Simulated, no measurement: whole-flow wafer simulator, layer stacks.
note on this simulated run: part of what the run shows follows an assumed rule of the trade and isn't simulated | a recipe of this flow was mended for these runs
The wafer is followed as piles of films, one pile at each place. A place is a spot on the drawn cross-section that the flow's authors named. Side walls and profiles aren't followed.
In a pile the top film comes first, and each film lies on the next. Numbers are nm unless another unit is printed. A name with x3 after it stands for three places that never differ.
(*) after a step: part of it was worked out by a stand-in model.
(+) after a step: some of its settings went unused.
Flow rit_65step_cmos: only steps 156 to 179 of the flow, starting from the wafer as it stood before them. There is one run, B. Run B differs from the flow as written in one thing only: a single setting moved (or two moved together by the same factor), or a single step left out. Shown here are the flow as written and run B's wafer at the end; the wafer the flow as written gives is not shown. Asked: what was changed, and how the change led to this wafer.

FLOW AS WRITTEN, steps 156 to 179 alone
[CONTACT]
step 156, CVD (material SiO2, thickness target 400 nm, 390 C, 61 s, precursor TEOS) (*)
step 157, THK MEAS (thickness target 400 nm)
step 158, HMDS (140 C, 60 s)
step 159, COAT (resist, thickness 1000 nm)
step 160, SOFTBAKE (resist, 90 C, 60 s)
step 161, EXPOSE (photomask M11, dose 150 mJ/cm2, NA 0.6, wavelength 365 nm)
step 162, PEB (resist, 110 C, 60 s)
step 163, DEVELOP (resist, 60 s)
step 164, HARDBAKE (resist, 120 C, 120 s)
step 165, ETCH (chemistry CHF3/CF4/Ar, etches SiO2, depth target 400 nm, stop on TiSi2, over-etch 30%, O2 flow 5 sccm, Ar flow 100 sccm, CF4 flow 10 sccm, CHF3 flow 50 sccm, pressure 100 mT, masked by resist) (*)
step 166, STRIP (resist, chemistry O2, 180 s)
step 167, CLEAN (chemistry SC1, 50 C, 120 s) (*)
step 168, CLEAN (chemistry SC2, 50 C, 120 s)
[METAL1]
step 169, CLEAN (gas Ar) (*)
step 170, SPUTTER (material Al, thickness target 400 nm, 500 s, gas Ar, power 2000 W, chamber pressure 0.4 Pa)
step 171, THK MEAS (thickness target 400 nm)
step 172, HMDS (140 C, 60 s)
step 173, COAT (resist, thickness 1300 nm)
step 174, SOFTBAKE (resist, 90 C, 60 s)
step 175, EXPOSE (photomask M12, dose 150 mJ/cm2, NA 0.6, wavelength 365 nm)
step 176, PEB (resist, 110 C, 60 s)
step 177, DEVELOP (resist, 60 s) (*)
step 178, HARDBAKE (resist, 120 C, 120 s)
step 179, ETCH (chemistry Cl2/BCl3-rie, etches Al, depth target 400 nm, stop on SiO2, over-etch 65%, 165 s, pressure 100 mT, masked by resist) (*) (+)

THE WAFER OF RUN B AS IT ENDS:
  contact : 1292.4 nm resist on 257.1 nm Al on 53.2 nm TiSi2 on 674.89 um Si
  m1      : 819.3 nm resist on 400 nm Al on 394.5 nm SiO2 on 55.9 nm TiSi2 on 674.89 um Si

What caused this: step 165, ETCH: depth target 312 nm was run, whereas the flow has depth target 400 nm.

Step by step, how the change led to this:
  step 165, ETCH (chemistry CHF3/CF4/Ar, etches SiO2, depth target 400 nm, stop on TiSi2, over-etch 30%, O2 flow 5 sccm, Ar flow 100 sccm, CF4 flow 10 sccm, CHF3 flow 50 sccm, pressure 100 mT, masked by resist) (*)
      field, field_pw, field_nw and 10 more: -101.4 resist (as written it would have been: -130 resist)
      contact: -400 SiO2 (all of it), -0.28 TiSi2 (as written it would have been: -400 SiO2 (all of it), -6 TiSi2)
  step 166, STRIP (resist, chemistry O2, 180 s)
      active_n, active_p: -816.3 resist (all of it) (as written it would have been: -787.7 resist (all of it))
      field: -875.6 resist (all of it) (as written it would have been: -847 resist (all of it))
      (and at 10 other places as well)
